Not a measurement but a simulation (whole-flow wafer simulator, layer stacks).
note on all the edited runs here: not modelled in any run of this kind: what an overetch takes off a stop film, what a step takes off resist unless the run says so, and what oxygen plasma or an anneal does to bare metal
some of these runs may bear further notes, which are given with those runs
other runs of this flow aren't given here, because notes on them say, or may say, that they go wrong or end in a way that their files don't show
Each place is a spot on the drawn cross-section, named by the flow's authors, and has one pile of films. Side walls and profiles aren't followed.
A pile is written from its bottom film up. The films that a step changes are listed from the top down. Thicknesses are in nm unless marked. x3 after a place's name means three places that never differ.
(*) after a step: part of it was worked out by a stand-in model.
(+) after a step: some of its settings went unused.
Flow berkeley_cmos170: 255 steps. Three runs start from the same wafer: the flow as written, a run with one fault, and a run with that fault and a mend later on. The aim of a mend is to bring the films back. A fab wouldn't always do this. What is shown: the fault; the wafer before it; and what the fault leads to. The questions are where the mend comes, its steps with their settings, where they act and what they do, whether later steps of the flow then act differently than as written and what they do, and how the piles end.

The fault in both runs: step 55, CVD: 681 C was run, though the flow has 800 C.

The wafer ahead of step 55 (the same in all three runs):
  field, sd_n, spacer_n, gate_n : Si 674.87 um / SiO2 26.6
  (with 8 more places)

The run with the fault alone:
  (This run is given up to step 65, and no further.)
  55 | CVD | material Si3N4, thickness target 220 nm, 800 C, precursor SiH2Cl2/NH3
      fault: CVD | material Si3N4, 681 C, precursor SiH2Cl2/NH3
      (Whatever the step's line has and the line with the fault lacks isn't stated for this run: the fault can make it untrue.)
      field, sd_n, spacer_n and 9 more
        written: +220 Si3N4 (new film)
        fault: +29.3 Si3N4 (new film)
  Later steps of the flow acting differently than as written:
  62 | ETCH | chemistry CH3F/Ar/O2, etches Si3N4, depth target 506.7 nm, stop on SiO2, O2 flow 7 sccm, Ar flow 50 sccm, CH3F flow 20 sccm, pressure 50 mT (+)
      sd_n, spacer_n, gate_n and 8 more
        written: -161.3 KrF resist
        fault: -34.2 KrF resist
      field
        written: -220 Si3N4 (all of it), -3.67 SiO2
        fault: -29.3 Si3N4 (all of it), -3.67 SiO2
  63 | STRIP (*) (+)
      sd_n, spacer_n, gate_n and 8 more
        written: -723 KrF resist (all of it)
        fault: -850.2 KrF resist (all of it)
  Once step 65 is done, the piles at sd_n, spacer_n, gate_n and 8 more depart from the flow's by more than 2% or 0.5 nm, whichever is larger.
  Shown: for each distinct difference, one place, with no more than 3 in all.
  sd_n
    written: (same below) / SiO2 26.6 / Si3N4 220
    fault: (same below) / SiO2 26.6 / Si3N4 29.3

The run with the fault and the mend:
  After step 61 comes the mend.
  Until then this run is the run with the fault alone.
  61a | STRIP (*) (+)
      sd_n, spacer_n, gate_n and 8 more
        -884.4 KrF resist (all of it)
  61b | CLEAN | chemistry SPM
      does not change any film at any place that is followed
  61c | CVD | material Si3N4, thickness target 191 nm, 800 C, precursor SiH2Cl2/NH3 (the flow's step 55 again, with other settings)
      field, sd_n, spacer_n and 9 more
        +191 Si3N4
  61d | HMDS (the flow's step 56 again)
      does not change any film at any place that is followed
  61e | COAT | KrF resist, thickness 900 nm (the flow's step 57 again)
      field, sd_n, spacer_n and 9 more
        +900 KrF resist (new film)
  61f | SOFTBAKE | KrF resist (the flow's step 58 again)
      does not change any film at any place that is followed
  61g | EXPOSE | photomask ACTIVE, dose 20 mJ/cm2, NA 0.5, wavelength 248 nm (*) (the flow's step 59 again)
      does not change any film at any place that is followed
  61h | PEB | KrF resist, 130 C (the flow's step 60 again)
      field, sd_n, spacer_n and 9 more
        -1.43 KrF resist
  61i | DEVELOP | KrF resist, thickness 900 nm, developer developer-D-0.26N (the flow's step 61 again)
      sd_n, spacer_n, gate_n and 8 more
        -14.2 KrF resist
      field
        -898.6 KrF resist (all of it)
  Every later step of the flow that is run acts as written, at every place that is followed, to within 2% or 0.5 nm, whichever is larger.
  When the end is reached, the piles differ only a little from the flow's at the places that both follow, at most by 2% or 0.5 nm, whichever is larger.
